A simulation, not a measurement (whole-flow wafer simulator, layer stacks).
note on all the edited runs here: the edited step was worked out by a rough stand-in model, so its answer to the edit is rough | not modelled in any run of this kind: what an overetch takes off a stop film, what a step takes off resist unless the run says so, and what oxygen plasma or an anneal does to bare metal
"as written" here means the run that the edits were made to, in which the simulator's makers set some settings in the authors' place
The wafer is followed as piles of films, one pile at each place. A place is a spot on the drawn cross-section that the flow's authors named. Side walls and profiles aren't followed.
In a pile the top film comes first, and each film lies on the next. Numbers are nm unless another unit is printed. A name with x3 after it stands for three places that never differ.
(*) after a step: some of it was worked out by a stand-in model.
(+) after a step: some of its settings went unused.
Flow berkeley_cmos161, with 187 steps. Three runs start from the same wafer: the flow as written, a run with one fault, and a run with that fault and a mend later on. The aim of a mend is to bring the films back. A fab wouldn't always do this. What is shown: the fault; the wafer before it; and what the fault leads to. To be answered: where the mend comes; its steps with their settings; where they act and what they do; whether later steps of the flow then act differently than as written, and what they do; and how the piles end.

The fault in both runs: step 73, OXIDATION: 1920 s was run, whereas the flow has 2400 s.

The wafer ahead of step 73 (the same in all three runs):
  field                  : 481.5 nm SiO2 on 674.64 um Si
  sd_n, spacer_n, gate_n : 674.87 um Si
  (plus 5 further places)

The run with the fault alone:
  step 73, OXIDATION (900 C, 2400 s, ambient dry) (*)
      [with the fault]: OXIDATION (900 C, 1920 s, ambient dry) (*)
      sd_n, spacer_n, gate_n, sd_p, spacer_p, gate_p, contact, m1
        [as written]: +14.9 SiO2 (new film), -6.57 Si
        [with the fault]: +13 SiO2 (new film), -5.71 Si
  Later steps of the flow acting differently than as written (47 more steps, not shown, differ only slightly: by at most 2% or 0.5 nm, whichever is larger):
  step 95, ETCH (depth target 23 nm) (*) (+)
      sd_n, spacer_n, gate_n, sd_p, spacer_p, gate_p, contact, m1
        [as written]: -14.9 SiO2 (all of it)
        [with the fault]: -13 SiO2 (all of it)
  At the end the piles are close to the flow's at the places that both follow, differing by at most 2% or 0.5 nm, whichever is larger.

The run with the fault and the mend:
  The mend stands after step 73.
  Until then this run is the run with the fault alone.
  step 73a, OXIDATION (900 C, 480 s, ambient dry) (*) (the flow's step 73 again, with other settings)
      sd_n, spacer_n, gate_n, sd_p, spacer_p, gate_p, contact, m1
        +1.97 SiO2, -0.87 Si
      field
        +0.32 SiO2, -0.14 Si
  Every later step of the flow that is run acts as written at every place that is followed.
  At every place that both follow, the piles at the end match the flow's.
